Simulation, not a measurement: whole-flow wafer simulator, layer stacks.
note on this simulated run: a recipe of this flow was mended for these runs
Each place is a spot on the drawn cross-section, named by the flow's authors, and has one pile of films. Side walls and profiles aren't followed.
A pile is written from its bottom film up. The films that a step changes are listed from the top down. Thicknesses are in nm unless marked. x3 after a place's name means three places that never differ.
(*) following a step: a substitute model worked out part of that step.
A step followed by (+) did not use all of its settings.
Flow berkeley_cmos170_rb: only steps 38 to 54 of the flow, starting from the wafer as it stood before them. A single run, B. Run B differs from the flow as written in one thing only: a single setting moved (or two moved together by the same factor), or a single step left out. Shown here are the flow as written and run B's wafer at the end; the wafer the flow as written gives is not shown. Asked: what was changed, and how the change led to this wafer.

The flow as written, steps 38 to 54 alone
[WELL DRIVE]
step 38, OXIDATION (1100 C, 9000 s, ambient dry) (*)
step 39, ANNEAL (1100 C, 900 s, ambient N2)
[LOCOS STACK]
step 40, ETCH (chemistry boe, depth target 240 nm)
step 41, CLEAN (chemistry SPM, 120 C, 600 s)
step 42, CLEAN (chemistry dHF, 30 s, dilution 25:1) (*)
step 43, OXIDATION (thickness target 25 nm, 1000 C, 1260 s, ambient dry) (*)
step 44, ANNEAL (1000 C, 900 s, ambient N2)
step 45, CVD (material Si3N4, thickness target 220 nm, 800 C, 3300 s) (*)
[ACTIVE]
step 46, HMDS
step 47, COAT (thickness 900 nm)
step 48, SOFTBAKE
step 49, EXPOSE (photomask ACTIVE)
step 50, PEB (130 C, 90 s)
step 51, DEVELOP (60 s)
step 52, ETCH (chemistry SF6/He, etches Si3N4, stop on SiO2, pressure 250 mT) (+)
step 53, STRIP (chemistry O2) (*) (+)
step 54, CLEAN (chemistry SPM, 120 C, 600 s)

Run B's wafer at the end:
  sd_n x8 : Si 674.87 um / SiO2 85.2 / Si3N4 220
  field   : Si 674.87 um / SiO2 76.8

The reason: step 40, ETCH: depth target 120 nm was run, whereas the flow has depth target 240 nm.

Step by step, how the change led to this:
  step 40, ETCH (chemistry boe, depth target 240 nm)
      field, sd_n x8: SiO2 loses 120 (as written it would have been: SiO2 loses 197.6 (all of it))
  step 41, CLEAN (chemistry SPM, 120 C, 600 s)
      field, sd_n x8: nothing (as written it would have been: chemical SiO2 gains 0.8 (new film), Si loses 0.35)
  step 42, CLEAN (chemistry dHF, 30 s, dilution 25:1) (*)
      field, sd_n x8: SiO2 loses 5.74 (as written it would have been: chemical SiO2 loses 0.8 (all of it))
  step 43, OXIDATION (thickness target 25 nm, 1000 C, 1260 s, ambient dry) (*)
      field, sd_n x8: SiO2 gains 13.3, Si loses 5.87 (as written it would have been: SiO2 gains 26.6 (new film), Si loses 11.7)
